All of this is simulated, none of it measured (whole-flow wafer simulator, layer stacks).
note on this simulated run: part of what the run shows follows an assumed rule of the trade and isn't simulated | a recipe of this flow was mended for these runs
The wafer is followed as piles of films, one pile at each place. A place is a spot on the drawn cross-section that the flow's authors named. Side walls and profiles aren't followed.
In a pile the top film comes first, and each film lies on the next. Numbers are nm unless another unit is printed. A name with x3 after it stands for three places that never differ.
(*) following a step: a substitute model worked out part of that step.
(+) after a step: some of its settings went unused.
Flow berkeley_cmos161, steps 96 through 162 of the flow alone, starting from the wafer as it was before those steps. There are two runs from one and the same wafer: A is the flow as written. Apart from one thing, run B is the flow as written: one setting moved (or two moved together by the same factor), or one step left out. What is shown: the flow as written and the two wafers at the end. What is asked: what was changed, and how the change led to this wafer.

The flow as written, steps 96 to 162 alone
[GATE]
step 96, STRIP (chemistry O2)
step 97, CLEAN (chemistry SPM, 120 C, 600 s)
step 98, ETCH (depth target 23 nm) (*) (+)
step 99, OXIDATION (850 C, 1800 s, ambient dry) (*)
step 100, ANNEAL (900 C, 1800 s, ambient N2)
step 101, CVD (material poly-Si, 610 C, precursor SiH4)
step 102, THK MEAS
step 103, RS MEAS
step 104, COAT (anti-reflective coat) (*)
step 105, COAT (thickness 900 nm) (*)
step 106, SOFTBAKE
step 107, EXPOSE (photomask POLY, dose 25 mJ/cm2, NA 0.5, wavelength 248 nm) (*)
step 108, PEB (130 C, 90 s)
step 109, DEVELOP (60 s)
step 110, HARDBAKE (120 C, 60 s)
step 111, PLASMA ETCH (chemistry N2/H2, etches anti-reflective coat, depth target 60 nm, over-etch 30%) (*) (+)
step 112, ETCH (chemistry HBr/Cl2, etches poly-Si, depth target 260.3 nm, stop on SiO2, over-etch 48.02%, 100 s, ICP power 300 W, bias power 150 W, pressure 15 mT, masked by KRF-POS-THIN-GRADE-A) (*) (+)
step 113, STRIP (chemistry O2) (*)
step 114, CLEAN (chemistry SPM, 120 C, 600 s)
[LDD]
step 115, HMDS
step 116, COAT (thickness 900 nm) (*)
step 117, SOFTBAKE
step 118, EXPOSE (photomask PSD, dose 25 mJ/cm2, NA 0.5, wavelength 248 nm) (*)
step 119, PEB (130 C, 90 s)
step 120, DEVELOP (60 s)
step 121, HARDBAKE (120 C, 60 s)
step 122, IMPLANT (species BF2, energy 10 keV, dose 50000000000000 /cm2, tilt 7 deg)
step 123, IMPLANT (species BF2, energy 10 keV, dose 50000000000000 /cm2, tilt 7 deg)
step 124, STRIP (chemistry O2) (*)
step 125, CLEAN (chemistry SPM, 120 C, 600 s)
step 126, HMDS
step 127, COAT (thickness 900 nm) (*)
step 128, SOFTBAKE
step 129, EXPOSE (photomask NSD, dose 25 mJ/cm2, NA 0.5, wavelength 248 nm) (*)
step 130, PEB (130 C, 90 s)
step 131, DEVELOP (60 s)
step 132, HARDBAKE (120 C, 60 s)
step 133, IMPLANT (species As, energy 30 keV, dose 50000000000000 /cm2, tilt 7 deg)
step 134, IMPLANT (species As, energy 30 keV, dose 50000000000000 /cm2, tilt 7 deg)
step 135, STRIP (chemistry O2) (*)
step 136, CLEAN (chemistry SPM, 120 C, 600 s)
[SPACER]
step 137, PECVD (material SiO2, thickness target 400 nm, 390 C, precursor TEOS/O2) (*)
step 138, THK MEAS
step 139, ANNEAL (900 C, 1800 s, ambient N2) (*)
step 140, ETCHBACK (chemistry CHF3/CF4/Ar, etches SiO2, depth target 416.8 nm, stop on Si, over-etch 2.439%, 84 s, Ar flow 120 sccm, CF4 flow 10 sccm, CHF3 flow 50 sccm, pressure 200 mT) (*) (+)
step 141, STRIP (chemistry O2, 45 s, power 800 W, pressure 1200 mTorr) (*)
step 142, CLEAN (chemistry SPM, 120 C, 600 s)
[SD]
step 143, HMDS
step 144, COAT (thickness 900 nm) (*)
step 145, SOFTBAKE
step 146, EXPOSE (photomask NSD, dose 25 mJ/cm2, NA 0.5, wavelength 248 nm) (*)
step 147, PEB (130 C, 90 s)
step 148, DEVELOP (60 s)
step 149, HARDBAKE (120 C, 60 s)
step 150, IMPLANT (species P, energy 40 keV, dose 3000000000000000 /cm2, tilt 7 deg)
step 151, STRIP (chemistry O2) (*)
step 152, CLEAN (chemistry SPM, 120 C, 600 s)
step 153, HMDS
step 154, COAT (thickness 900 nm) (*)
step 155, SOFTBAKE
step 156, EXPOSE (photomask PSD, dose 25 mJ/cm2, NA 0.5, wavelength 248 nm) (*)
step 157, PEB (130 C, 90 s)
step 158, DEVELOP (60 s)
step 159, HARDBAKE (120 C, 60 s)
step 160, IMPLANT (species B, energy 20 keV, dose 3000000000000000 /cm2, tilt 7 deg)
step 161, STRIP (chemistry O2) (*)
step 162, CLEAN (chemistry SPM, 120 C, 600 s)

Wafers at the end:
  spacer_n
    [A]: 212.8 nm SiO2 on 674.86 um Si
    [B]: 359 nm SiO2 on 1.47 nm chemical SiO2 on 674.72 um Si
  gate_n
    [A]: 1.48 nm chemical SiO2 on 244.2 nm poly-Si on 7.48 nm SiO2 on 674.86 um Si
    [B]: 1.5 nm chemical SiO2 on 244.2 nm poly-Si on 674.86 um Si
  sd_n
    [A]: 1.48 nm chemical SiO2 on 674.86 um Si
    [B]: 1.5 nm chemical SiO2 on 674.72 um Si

The reason: step 99, OXIDATION: 850 C, 1800 s, ambient dry (*), was omitted.

The path from the change to this, step by step:
  step 104, COAT (anti-reflective coat) (*)
      spacer_n: A anti-reflective coat gains 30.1 (new film) | B anti-reflective coat gains 29.3 (new film)
      gate_n: A anti-reflective coat gains 25 (new film) | B anti-reflective coat gains 24.3 (new film)
  step 111, PLASMA ETCH (chemistry N2/H2, etches anti-reflective coat, depth target 60 nm, over-etch 30%) (*) (+)
      spacer_n: A anti-reflective coat loses 30.1 (all of it), poly-Si loses 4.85 | B anti-reflective coat loses 29.3 (all of it), poly-Si loses 4.96
  step 112, ETCH (chemistry HBr/Cl2, etches poly-Si, depth target 260.3 nm, stop on SiO2, over-etch 48.02%, 100 s, ICP power 300 W, bias power 150 W, pressure 15 mT, masked by KRF-POS-THIN-GRADE-A) (*) (+)
      sd_n: A poly-Si loses 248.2 (all of it), SiO2 loses 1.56 | B poly-Si loses 248.2 (all of it), Si loses 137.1
      spacer_n: A poly-Si loses 244.6 (all of it), SiO2 loses 1.83 | B poly-Si loses 244.5 (all of it), Si loses 140.8
      (and at 4 other places as well)
  step 113, STRIP (chemistry O2) (*)
      sd_n, spacer_n, sd_p, spacer_p, contact, m1: A nothing | B chemical SiO2 gains 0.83 (new film), Si loses 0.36
      gate_n: A chemical SiO2 gains 0.63 (new film), KrF-resist loses 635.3 (all of it), anti-reflective coat loses 25 (all of it), poly-Si loses 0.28 | B chemical SiO2 gains 0.63 (new film), KrF-resist loses 637.8 (all of it), anti-reflective coat loses 24.3 (all of it), poly-Si loses 0.28
  step 116, COAT (thickness 900 nm) (*)
      field: A KrF-resist gains 845.4 (new film) | B KrF-resist gains 810.3 (new film)
      sd_n: A KrF-resist gains 1016.2 (new film) | B KrF-resist gains 1088.6 (new film)
      (and at 7 other places as well)
  step 120, DEVELOP (60 s)
      sd_p: A KrF-resist loses 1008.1 (all of it) | B KrF-resist loses 1076.4 (all of it)
      spacer_p: A KrF-resist loses 1006 (all of it) | B KrF-resist loses 1073 (all of it)
      (and at 1 other place as well)
  step 121, HARDBAKE (120 C, 60 s)
      field: A KrF-resist loses 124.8 | B KrF-resist loses 119.6
      sd_n: A KrF-resist loses 150.3 | B KrF-resist loses 161
      (and at 4 other places as well)
  step 124, STRIP (chemistry O2) (*)
      sd_p, spacer_p: A nothing | B chemical SiO2 gains 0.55, Si loses 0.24
      sd_n: A KrF-resist loses 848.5 (all of it) | B KrF-resist loses 910 (all of it), chemical SiO2 gains 0.28, Si loses 0.12
      (and at 5 other places as well)
  step 127, COAT (thickness 900 nm) (*)
      field: A KrF-resist gains 845 (new film) | B KrF-resist gains 810.9 (new film)
      sd_n: A KrF-resist gains 1016.3 (new film) | B KrF-resist gains 1088.6 (new film)
      (and at 7 other places as well)
  step 131, DEVELOP (60 s)
      sd_n: A KrF-resist loses 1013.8 (all of it) | B KrF-resist loses 1085.9 (all of it)
      spacer_n: A KrF-resist loses 1009.6 (all of it) | B KrF-resist loses 1078.7 (all of it)
      (and at 3 other places as well)
  step 132, HARDBAKE (120 C, 60 s)
      field: A KrF-resist loses 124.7 | B KrF-resist loses 119.6
      sd_p: A KrF-resist loses 149.4 | B KrF-resist loses 159.6
      (and at 2 other places as well)
  step 135, STRIP (chemistry O2) (*)
      sd_p: A KrF-resist loses 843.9 (all of it) | B KrF-resist loses 901.8 (all of it), chemical SiO2 gains 0.09
      spacer_p: A KrF-resist loses 842.1 (all of it) | B KrF-resist loses 898.9 (all of it), chemical SiO2 gains 0.09
      (and at 2 other places as well)
  step 137, PECVD (material SiO2, thickness target 400 nm, 390 C, precursor TEOS/O2) (*)
      sd_n, contact, m1: A SiO2 gains 400 | B SiO2 gains 400 (new film)
      spacer_n, spacer_p: A SiO2 gains 385.3 | B SiO2 gains 375.9 (new film)
      (and at 1 other place as well)
  step 140, ETCHBACK (chemistry CHF3/CF4/Ar, etches SiO2, depth target 416.8 nm, stop on Si, over-etch 2.439%, 84 s, Ar flow 120 sccm, CF4 flow 10 sccm, CHF3 flow 50 sccm, pressure 200 mT) (*) (+)
      spacer_n, spacer_p: A SiO2 loses 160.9 | B nothing
      sd_n: A SiO2 loses 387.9 (all of it), Si loses 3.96 | B SiO2 loses 382 (all of it), chemical SiO2 loses 1.47 (all of it), Si loses 3.96
      (and at 3 other places as well)
  step 144, COAT (thickness 900 nm) (*)
      field: A KrF-resist gains 864.5 (new film) | B KrF-resist gains 841.8 (new film)
      sd_n: A KrF-resist gains 1006.2 (new film) | B KrF-resist gains 1087.2 (new film)
      (and at 7 other places as well)
  step 148, DEVELOP (60 s)
      sd_n: A KrF-resist loses 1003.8 (all of it) | B KrF-resist loses 1084.5 (all of it)
      spacer_n: A KrF-resist loses 811.1 (all of it) | B KrF-resist loses 758.4 (all of it)
      (and at 3 other places as well)
  ... 5 further steps ...
  step 161, STRIP (chemistry O2) (*)
      gate_n: A KrF-resist loses 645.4 (all of it), chemical SiO2 gains 0.08, poly-Si loses 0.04 | B KrF-resist loses 614 (all of it), chemical SiO2 gains 0.08
      field: A KrF-resist loses 720.1 (all of it) | B KrF-resist loses 700.7 (all of it)
      (and at 4 other places as well)
